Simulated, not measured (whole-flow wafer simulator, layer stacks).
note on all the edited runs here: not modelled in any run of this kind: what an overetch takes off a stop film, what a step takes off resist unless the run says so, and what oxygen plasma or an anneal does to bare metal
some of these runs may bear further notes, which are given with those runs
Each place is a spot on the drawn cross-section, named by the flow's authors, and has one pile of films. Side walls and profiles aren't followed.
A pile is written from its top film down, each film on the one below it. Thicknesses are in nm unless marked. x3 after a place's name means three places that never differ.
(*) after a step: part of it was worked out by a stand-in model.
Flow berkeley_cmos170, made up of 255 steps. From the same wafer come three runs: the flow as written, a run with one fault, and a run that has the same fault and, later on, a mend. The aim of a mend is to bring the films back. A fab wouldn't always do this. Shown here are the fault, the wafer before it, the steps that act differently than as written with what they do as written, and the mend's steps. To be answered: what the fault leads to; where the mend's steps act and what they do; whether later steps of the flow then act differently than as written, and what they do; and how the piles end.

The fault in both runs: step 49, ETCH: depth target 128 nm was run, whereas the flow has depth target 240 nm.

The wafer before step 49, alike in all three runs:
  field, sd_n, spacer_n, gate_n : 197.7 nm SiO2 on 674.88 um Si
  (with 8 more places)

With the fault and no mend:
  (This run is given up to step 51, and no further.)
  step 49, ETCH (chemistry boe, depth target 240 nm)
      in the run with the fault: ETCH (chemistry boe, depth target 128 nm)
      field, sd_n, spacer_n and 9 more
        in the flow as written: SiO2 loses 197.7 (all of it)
        in the run with the fault: SiO2 loses 128
  Later steps of the flow acting differently than as written:
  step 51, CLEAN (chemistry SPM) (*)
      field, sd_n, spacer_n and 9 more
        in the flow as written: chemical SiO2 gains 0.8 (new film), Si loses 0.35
        in the run with the fault: nothing
  The piles after step 51 differ from the flow's at field, sd_n, spacer_n and 9 more by more than 2% or 0.5 nm, whichever is larger.
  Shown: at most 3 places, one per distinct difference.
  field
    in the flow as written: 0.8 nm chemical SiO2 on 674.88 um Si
    in the run with the fault: 69.7 nm SiO2 on 674.88 um Si

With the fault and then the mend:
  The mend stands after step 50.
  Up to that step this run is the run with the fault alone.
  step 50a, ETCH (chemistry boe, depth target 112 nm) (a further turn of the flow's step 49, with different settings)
      field, sd_n, spacer_n and 9 more
        SiO2 loses 69.7 (all of it)
  Later steps of the flow that are run all act as written at every place that is followed.
  The piles end the same as the flow's at every place that both follow.
